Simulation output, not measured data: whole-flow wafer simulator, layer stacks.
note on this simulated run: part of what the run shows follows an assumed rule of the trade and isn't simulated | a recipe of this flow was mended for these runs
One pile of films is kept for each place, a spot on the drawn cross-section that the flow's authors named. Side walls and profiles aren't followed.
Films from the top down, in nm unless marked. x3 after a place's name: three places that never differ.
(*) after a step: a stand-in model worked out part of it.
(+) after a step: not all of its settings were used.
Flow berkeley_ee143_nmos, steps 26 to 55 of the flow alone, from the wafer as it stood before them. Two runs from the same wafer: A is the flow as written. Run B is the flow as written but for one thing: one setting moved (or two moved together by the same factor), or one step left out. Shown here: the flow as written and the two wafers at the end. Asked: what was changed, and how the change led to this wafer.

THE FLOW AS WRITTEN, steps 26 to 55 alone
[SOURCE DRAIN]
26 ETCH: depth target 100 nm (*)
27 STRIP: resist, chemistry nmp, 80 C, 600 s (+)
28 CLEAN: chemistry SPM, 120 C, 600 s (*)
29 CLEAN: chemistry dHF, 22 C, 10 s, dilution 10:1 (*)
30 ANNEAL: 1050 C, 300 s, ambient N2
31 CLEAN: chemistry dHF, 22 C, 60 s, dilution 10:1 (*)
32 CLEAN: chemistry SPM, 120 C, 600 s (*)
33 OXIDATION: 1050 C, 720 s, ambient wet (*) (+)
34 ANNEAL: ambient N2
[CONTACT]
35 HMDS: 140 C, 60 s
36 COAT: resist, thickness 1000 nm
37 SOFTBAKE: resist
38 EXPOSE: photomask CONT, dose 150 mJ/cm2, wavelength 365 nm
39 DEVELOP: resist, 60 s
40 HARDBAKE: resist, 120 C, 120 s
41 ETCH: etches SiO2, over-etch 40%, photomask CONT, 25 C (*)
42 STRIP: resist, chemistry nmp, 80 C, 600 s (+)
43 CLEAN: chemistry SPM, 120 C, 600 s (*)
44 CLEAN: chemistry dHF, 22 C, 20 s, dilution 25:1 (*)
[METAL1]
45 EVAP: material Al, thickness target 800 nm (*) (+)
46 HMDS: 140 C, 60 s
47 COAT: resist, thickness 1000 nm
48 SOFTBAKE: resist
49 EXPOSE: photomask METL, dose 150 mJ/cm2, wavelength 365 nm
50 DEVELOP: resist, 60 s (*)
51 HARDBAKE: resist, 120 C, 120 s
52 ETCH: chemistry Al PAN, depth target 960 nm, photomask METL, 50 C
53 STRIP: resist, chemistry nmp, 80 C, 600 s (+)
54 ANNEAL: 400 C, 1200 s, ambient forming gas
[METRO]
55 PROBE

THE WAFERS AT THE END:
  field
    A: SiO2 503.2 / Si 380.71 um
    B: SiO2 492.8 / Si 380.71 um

The cause: step 31, CLEAN: 84 s was run, where the flow has 60 s.

How the change led to this, step by step:
  31 CLEAN: chemistry dHF, 22 C, 60 s, dilution 10:1 (*)
      field: A SiO2 -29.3 | B SiO2 -41
